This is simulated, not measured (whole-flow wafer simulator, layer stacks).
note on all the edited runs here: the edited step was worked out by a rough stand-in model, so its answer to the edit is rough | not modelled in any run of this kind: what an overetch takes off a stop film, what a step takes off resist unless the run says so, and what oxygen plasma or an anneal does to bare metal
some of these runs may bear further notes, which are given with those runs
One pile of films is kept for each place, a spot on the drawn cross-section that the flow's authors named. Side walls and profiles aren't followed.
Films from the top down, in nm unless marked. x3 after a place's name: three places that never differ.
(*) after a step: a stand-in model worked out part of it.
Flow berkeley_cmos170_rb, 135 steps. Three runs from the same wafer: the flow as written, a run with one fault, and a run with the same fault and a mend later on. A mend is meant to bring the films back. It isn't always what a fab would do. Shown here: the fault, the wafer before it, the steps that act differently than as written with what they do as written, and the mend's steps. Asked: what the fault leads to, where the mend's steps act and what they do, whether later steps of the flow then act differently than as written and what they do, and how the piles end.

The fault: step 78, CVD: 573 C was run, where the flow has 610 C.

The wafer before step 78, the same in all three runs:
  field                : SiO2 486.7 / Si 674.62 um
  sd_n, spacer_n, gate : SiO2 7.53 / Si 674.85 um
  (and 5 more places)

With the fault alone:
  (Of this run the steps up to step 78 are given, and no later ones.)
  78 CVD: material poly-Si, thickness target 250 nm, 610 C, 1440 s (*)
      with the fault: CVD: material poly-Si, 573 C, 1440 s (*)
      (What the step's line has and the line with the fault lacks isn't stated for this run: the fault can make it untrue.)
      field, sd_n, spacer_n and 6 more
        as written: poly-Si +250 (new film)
        with the fault: poly-Si +108.8 (new film)
  After step 78 the piles differ from the flow's by more than 2% or 0.5 nm, whichever is larger, at field, sd_n, spacer_n and 6 more.
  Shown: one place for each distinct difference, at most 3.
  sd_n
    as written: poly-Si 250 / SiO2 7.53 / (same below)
    with the fault: poly-Si 108.8 / SiO2 7.53 / (same below)
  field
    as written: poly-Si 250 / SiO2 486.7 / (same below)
    with the fault: poly-Si 108.8 / SiO2 486.7 / (same below)

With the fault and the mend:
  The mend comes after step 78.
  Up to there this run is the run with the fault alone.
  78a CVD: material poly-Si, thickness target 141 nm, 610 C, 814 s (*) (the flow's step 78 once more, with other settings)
      field, sd_n, spacer_n and 6 more
        poly-Si +141
  No later step of the flow acts differently than as written, at any place that is followed, by more than 2% or 0.5 nm, whichever is larger.
  At the end the piles differ from the flow's only slightly at the places that both follow, by at most 2% or 0.5 nm, whichever is larger.
